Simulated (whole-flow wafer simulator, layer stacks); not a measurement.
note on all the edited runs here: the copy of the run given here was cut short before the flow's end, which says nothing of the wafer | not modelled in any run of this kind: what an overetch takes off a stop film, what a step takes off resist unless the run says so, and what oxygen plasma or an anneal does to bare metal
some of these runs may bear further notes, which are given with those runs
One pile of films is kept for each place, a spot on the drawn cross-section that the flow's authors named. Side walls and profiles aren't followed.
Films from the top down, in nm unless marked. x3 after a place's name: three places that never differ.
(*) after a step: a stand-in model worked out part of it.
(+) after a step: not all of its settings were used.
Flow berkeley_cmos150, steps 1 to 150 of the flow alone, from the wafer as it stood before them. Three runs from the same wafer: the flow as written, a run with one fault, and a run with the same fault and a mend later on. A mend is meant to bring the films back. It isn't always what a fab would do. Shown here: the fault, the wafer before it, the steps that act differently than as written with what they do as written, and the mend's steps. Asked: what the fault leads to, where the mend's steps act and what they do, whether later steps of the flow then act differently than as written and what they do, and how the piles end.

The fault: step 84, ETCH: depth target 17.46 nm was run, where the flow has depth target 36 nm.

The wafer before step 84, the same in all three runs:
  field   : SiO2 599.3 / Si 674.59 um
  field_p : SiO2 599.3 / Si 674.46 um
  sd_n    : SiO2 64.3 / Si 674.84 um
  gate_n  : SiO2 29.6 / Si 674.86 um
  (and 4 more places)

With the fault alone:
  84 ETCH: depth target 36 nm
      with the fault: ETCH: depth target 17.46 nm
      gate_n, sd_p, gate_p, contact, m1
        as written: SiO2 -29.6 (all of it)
        with the fault: SiO2 -17.5
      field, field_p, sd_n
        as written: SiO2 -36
        with the fault: SiO2 -17.5
  Later steps of the flow that act differently than as written (25 more steps differ only slightly, by at most 2% or 0.5 nm, whichever is larger, and aren't shown):
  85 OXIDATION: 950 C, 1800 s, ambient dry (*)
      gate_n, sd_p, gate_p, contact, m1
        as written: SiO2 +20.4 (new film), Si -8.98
        with the fault: SiO2 +15.9, Si -7.01
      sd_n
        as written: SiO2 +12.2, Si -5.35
        with the fault: SiO2 +8.86, Si -3.9
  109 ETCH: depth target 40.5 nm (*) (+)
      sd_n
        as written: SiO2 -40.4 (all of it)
        with the fault: SiO2 -40.5
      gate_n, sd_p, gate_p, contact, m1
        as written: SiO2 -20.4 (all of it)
        with the fault: SiO2 -28 (all of it)
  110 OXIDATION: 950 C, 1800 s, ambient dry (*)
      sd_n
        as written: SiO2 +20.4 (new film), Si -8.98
        with the fault: SiO2 +14.1, Si -6.21
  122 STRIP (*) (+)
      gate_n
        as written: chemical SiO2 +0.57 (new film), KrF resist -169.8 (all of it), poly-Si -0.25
        with the fault: chemical SiO2 +0.57 (new film), KrF resist -176 (all of it), poly-Si -0.25
  At the end the piles differ from the flow's by more than 2% or 0.5 nm, whichever is larger, at field, field_p, sd_n.
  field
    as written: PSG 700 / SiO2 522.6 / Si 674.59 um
    with the fault: PSG 700 / SiO2 541 / Si 674.59 um
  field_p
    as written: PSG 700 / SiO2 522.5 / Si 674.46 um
    with the fault: PSG 700 / SiO2 541 / Si 674.46 um
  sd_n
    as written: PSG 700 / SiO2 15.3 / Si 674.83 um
    with the fault: PSG 700 / SiO2 24.2 / Si 674.83 um

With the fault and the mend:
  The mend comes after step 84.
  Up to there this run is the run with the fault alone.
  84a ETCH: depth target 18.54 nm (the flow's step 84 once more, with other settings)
      gate_n, sd_p, gate_p, contact, m1
        SiO2 -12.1 (all of it)
      field, field_p, sd_n
        SiO2 -18.5
  No later step of the flow acts differently than as written at any place that is followed.
  At the end the piles are the same as the flow's at every place that both follow.
